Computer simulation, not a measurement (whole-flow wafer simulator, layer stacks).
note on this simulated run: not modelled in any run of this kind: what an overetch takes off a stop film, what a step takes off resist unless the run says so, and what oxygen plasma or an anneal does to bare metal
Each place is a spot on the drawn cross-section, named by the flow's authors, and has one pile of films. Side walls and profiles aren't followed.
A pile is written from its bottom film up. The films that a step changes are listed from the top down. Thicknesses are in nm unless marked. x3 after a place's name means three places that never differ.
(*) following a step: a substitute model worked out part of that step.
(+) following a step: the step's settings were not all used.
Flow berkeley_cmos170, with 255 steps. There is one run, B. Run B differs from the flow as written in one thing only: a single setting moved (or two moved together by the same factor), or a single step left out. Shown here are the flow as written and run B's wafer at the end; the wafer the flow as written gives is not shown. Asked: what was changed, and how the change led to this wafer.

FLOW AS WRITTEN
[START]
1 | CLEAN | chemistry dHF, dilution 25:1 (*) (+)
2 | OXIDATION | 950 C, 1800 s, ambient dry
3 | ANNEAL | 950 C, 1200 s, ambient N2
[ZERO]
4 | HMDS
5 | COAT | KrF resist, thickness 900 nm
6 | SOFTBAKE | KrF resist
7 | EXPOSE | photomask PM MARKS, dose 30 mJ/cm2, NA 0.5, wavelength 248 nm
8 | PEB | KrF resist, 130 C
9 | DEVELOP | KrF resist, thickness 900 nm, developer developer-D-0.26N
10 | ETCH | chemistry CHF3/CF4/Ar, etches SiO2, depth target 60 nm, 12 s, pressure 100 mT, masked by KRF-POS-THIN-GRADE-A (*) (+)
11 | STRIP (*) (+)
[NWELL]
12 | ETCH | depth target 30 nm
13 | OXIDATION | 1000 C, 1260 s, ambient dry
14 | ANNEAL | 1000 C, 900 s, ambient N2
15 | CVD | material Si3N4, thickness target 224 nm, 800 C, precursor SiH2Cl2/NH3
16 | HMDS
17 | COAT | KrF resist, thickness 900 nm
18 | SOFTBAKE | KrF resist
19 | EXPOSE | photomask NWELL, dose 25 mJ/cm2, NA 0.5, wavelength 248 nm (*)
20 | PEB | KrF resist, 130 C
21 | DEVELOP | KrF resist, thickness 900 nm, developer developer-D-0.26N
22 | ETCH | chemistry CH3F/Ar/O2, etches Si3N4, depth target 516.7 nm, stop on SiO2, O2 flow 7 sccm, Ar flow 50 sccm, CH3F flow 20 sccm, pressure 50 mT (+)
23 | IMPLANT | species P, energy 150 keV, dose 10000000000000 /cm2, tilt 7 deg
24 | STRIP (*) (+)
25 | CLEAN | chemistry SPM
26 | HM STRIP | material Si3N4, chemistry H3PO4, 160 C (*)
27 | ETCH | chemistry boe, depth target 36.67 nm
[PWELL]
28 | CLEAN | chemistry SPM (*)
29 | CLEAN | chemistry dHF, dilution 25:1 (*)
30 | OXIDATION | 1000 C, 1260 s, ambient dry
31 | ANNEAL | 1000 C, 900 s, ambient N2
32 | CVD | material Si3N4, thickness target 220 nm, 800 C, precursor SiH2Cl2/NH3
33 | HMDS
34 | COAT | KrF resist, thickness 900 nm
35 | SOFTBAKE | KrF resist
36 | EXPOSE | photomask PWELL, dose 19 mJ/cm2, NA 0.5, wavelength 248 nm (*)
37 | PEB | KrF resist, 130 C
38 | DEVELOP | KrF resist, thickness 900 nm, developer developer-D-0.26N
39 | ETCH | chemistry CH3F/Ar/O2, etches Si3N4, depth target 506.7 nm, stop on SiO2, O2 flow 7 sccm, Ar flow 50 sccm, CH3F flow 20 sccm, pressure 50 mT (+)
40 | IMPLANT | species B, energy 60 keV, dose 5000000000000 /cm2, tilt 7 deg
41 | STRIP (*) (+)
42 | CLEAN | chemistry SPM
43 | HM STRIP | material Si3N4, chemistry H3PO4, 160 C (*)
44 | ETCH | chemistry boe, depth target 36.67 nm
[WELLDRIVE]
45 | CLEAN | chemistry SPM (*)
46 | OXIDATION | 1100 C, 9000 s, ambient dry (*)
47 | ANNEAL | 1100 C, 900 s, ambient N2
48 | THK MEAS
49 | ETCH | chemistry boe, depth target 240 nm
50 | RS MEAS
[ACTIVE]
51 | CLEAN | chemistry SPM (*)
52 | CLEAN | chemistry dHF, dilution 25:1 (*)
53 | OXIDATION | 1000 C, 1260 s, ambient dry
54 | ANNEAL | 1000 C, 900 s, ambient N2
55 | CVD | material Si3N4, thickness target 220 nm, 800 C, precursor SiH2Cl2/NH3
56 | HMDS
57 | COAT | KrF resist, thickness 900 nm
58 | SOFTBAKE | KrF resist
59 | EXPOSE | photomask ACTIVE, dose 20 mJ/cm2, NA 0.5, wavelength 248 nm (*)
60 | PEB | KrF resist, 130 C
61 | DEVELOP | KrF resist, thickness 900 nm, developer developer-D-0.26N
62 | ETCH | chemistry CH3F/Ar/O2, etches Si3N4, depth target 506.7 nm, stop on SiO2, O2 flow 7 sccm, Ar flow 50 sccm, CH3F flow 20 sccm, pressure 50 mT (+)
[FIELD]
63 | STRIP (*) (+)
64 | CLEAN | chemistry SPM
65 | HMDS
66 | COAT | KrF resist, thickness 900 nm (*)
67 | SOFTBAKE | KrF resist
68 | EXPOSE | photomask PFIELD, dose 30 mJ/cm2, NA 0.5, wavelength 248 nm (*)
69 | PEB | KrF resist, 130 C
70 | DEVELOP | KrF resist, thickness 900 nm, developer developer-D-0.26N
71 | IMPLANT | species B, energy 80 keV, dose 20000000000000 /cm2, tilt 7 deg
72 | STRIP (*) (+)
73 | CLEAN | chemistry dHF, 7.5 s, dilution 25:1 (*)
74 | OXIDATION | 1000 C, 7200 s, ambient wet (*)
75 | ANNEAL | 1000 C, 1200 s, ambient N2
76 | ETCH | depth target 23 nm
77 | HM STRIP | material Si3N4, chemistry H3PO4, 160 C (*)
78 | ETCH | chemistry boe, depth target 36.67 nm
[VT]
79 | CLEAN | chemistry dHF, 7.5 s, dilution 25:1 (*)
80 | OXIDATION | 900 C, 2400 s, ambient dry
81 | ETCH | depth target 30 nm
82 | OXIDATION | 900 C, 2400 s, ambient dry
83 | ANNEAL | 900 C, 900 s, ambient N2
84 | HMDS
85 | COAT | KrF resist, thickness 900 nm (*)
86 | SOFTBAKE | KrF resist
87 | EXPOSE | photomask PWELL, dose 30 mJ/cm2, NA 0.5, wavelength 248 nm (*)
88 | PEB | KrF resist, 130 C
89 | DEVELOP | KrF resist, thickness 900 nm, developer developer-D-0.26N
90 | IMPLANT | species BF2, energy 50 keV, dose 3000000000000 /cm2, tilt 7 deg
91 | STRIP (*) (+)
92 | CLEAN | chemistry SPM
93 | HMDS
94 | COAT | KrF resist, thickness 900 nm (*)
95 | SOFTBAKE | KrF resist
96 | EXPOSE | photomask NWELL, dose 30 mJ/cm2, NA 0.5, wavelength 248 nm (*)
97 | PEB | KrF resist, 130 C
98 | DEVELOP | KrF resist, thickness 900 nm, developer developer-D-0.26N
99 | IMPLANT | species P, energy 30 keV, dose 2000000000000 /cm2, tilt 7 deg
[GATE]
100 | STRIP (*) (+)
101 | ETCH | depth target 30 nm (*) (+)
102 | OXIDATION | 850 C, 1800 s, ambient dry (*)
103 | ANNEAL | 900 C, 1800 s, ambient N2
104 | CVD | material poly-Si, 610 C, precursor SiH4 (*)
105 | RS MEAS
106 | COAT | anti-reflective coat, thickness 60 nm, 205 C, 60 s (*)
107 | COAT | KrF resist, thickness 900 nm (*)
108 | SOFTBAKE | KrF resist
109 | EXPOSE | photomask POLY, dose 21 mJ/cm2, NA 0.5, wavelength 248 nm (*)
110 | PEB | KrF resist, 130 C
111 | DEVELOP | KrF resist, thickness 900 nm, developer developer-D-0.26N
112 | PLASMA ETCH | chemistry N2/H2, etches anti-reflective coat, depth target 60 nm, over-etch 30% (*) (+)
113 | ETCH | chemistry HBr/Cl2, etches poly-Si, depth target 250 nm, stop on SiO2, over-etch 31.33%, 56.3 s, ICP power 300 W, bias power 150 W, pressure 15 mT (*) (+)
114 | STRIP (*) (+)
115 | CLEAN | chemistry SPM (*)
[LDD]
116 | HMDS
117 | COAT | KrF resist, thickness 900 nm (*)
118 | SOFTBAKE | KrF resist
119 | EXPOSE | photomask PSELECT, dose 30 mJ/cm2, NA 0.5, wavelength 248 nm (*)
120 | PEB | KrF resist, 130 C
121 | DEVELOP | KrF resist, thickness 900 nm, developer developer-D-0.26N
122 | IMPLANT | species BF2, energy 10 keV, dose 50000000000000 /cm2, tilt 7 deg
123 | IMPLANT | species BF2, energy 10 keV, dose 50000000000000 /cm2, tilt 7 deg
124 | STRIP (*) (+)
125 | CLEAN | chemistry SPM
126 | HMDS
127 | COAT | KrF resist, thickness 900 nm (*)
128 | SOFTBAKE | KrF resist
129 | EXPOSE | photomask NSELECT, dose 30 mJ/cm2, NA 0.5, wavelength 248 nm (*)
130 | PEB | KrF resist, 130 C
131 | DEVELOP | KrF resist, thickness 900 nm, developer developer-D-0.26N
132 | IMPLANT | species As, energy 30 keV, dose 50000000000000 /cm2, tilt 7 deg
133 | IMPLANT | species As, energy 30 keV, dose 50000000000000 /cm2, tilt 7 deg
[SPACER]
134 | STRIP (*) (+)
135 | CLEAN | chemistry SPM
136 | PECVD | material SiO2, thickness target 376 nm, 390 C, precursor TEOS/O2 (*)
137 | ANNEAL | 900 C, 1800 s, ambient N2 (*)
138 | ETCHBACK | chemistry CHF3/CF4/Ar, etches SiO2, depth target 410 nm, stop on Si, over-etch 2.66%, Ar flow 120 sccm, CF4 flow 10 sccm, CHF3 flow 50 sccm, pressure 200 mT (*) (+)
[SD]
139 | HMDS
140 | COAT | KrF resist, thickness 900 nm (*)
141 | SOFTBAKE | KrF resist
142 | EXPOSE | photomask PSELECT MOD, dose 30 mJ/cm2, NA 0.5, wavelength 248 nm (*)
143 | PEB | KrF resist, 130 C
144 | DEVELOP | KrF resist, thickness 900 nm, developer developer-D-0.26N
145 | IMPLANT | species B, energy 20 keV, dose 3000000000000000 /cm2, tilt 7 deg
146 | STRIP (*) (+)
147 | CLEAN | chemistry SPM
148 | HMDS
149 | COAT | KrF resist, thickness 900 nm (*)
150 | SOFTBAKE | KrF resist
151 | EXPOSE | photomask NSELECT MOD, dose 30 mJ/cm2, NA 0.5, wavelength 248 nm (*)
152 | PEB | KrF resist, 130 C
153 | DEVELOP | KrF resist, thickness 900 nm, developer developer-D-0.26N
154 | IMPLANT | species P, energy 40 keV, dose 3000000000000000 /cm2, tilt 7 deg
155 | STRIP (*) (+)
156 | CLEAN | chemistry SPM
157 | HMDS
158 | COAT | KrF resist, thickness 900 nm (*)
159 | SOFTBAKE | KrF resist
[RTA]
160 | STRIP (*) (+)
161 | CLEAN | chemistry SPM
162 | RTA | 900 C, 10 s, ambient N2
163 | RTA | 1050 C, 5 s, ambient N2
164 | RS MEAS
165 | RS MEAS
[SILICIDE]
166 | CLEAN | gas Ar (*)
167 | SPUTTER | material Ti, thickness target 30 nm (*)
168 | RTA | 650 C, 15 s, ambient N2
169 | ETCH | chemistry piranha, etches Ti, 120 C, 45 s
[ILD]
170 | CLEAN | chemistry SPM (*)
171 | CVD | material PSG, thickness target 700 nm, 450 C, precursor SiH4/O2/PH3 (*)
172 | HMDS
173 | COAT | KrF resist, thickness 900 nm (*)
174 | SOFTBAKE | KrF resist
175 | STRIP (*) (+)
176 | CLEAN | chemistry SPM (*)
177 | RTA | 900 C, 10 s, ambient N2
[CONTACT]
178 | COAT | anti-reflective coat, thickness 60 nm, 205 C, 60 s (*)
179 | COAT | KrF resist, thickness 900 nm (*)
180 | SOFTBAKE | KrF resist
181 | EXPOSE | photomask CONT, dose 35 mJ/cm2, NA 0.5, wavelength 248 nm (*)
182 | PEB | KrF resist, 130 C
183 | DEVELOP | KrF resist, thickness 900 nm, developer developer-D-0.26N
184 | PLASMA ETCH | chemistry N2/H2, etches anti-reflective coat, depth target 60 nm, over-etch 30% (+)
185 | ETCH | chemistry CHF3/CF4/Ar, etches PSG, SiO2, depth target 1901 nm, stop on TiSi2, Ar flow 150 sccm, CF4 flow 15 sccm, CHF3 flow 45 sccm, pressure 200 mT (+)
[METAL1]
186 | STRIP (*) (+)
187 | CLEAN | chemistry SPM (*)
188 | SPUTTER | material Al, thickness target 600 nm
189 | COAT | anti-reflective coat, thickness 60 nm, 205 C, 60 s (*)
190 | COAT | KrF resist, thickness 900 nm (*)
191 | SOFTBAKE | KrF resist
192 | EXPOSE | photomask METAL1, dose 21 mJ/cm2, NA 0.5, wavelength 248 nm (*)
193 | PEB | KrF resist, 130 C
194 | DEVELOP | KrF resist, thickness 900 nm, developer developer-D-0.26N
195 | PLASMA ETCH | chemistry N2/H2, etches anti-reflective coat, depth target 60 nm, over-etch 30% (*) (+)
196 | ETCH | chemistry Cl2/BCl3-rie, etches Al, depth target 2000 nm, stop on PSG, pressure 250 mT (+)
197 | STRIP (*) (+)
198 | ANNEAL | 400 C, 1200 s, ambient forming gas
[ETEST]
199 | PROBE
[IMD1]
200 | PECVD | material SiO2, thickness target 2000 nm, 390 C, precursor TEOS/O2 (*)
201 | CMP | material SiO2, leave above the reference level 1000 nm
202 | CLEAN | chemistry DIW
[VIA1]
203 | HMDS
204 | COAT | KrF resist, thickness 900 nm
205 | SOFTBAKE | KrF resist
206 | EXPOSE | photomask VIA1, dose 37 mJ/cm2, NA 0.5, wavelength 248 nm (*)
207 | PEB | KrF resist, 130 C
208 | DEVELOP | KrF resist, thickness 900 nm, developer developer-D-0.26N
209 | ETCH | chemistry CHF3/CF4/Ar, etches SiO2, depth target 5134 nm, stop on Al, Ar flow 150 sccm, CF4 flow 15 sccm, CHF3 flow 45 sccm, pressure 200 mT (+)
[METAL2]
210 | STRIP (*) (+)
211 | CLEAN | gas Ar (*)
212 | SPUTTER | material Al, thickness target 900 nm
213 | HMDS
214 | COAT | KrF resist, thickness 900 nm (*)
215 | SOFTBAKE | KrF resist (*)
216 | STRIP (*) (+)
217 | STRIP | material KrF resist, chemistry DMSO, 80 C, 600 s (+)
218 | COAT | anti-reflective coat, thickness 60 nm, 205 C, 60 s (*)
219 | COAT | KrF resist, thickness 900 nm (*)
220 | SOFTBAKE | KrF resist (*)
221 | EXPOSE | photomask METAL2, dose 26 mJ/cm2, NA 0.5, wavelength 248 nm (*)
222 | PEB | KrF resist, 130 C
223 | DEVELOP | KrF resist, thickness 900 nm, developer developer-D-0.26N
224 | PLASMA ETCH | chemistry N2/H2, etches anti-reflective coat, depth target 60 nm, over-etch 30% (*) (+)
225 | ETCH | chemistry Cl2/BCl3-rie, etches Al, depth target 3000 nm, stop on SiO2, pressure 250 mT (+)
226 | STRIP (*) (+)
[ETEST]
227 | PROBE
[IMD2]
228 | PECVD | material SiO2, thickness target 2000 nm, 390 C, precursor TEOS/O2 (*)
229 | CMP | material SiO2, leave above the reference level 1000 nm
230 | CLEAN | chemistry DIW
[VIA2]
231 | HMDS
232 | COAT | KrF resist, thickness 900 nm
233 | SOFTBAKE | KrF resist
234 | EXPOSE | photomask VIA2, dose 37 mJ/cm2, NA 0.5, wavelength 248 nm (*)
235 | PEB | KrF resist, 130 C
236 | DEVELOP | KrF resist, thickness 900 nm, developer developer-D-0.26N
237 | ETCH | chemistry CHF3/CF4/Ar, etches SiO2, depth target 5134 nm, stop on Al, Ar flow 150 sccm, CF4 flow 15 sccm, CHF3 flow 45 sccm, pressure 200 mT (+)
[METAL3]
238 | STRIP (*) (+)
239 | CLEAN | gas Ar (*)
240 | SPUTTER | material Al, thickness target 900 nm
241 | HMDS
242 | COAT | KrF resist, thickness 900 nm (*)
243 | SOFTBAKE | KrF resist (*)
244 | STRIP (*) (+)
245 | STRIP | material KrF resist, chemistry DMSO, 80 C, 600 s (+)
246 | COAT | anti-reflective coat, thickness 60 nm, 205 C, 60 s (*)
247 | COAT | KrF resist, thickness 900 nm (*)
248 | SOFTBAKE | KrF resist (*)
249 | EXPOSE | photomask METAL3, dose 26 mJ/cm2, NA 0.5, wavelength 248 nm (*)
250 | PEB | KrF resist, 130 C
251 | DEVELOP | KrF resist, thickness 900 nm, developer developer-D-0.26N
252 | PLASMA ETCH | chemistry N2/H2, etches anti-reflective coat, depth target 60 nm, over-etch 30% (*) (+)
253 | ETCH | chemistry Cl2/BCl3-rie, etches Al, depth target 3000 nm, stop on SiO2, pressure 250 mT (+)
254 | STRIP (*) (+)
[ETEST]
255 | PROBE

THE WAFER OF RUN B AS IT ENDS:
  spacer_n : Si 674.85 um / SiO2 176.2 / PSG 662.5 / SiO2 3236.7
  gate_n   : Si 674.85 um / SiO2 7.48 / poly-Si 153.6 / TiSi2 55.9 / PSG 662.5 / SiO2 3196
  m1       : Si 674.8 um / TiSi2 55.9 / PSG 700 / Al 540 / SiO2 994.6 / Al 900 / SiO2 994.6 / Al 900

What caused this: step 188, SPUTTER: thickness target 540 nm was run, though the flow has thickness target 600 nm.
The wafer lets one read it off: m1 has Al 540, and step 188 as written asks for 600 nm.

How this came from the change, step by step:
  188 | SPUTTER | material Al, thickness target 600 nm
      field, sd_n, spacer_n and 7 more: +540 Al (new film) (it would be, as written: +600 Al (new film))
      sd_p: +514.4 Al (new film) (it would be, as written: +573.8 Al (new film))
      (and at 1 other place as well)
  189 | COAT | anti-reflective coat, thickness 60 nm, 205 C, 60 s (*)
      sd_n: +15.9 anti-reflective coat (new film) (it would be, as written: +17.7 anti-reflective coat (new film))
      contact: +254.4 anti-reflective coat (new film) (it would be, as written: +261.9 anti-reflective coat (new film))
  195 | PLASMA ETCH | chemistry N2/H2, etches anti-reflective coat, depth target 60 nm, over-etch 30% (*) (+)
      sd_n: -15.9 anti-reflective coat (all of it) (it would be, as written: -17.7 anti-reflective coat (all of it))
  196 | ETCH | chemistry Cl2/BCl3-rie, etches Al, depth target 2000 nm, stop on PSG, pressure 250 mT (+)
      field, sd_n, spacer_n, gate_n, spacer_p, gate_p: -540 Al (all of it), -37.5 PSG (it would be, as written: -600 Al (all of it), -37.5 PSG)
      contact, m1, via1, m2, via2: -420 KrF resist (it would be, as written: -450 KrF resist)
      (and at 1 other place as well)
  197 | STRIP (*) (+)
      contact: -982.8 KrF resist (all of it), -254.4 anti-reflective coat (all of it) (it would be, as written: -966.1 KrF resist (all of it), -261.9 anti-reflective coat (all of it))
      m1: -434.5 KrF resist (all of it), -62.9 anti-reflective coat (all of it) (it would be, as written: -404.7 KrF resist (all of it), -63 anti-reflective coat (all of it))
      (and at 3 other places as well)
  201 | CMP | material SiO2, leave above the reference level 1000 nm
      spacer_n, spacer_p: -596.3 SiO2 (it would be, as written: -536.3 SiO2)
      gate_n, gate_p: -637.1 SiO2 (it would be, as written: -577.1 SiO2)
      (and at 4 other places as well)
